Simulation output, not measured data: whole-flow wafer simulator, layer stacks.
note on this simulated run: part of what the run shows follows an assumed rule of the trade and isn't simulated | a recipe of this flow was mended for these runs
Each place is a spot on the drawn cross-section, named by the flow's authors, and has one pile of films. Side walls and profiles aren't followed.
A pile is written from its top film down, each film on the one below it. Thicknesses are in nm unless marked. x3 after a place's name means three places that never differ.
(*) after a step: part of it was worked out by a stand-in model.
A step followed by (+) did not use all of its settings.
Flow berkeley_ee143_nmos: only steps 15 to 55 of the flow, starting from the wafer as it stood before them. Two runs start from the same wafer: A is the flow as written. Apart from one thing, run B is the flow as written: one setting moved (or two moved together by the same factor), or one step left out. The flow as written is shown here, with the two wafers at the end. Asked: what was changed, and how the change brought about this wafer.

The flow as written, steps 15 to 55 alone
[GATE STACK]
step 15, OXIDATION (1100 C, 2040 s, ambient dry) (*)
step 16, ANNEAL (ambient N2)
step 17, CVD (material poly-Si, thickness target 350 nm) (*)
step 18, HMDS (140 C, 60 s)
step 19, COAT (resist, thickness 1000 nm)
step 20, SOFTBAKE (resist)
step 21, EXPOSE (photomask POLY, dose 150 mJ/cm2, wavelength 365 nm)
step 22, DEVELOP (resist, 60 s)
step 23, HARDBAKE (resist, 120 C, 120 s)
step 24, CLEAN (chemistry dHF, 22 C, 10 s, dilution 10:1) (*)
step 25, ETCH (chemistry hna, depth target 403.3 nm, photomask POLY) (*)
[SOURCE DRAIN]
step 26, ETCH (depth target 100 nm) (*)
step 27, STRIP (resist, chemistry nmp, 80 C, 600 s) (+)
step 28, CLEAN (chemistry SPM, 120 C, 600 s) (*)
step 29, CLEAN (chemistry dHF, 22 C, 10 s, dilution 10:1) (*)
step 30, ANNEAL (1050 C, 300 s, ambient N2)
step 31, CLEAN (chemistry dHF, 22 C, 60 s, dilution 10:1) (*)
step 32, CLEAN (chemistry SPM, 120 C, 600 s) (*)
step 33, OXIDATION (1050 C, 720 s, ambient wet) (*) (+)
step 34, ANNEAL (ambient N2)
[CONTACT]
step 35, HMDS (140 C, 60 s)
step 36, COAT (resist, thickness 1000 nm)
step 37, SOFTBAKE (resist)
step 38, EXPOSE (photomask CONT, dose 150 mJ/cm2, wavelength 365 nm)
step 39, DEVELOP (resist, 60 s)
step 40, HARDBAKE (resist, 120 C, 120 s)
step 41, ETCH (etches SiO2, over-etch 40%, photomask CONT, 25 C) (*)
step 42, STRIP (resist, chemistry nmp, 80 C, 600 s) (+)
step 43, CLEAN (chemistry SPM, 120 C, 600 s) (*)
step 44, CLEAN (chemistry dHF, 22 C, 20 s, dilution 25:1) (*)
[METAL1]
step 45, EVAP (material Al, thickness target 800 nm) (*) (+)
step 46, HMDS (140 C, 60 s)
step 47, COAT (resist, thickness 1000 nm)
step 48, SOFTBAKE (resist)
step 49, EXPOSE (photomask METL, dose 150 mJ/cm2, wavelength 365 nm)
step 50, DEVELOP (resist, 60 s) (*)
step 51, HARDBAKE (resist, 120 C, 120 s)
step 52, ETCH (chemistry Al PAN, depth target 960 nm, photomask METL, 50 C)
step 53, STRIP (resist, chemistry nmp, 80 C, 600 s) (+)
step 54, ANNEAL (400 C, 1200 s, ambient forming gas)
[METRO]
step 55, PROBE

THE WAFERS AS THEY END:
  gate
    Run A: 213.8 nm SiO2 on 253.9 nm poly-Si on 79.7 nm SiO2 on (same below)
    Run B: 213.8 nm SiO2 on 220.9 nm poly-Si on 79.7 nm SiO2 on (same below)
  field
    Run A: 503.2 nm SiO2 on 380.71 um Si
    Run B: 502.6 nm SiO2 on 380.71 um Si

Cause: step 17, CVD: thickness target 317 nm was run, though the flow has thickness target 350 nm.

Step by step, how the change led to this:
  step 17, CVD (material poly-Si, thickness target 350 nm) (*)
      gate, sd, contact, field: A +350 poly-Si (new film) | B +317 poly-Si (new film)
  step 25, ETCH (chemistry hna, depth target 403.3 nm, photomask POLY) (*)
      sd, contact, field: A -350 poly-Si (all of it), -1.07 SiO2 | B -317 poly-Si (all of it), -1.73 SiO2
  step 36, COAT (resist, thickness 1000 nm)
      gate: A +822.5 resist (new film) | B +839.9 resist (new film)
  step 40, HARDBAKE (resist, 120 C, 120 s)
      gate: A -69 resist | B -70.5 resist
  step 42, STRIP (resist, chemistry nmp, 80 C, 600 s) (+)
      gate: A -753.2 resist (all of it) | B -769 resist (all of it)
